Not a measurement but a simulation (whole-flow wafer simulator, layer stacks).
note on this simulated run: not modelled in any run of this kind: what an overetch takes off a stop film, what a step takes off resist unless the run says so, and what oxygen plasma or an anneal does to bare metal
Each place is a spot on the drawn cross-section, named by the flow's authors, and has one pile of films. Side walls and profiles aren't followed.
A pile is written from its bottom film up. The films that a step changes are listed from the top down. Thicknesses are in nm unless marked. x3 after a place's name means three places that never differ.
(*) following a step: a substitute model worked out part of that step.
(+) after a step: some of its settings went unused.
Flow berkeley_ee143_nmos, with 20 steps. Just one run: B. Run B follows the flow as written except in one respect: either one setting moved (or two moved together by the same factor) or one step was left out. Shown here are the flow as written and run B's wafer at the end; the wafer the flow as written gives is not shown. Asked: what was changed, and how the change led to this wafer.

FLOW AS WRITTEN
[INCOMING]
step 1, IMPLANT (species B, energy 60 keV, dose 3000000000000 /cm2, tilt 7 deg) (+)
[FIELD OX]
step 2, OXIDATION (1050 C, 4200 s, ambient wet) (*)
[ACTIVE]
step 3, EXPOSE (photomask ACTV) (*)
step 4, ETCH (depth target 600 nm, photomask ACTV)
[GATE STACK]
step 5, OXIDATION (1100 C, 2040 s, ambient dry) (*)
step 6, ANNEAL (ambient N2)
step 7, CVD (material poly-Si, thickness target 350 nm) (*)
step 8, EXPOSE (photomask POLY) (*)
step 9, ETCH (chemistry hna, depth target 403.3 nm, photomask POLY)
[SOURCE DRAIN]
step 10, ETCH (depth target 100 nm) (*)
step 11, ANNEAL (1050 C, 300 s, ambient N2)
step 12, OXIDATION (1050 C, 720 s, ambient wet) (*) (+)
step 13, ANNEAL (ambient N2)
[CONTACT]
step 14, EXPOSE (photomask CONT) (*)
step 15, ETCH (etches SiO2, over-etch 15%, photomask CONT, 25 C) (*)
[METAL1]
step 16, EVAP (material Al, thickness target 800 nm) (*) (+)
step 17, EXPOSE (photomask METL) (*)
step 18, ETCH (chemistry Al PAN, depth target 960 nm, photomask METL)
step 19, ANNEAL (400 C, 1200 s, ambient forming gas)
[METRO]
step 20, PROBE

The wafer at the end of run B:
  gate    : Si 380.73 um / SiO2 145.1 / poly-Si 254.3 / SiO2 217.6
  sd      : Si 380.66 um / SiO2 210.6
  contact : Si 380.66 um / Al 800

What caused this: step 4, ETCH: depth target 458 nm was run, though the flow has depth target 600 nm.

The path from the change to this, step by step:
  step 4, ETCH (depth target 600 nm, photomask ACTV)
      gate, sd, contact: SiO2 loses 458 (in the flow as written it would be: SiO2 loses 566.4 (all of it))
  step 5, OXIDATION (1100 C, 2040 s, ambient dry) (*)
      gate, sd, contact: SiO2 gains 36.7, Si loses 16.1 (in the flow as written it would be: SiO2 gains 79.7 (new film), Si loses 35.1)
  step 10, ETCH (depth target 100 nm) (*)
      sd, contact: SiO2 loses 100 (in the flow as written it would be: SiO2 loses 79.7 (all of it))
  step 12, OXIDATION (1050 C, 720 s, ambient wet) (*) (+)
      sd, contact: SiO2 gains 165.6, Si loses 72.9 (in the flow as written it would be: SiO2 gains 189.4 (new film), Si loses 83.4)
  step 15, ETCH (etches SiO2, over-etch 15%, photomask CONT, 25 C) (*)
      contact: SiO2 loses 210.6 (all of it) (in the flow as written it would be: SiO2 loses 189.4 (all of it))
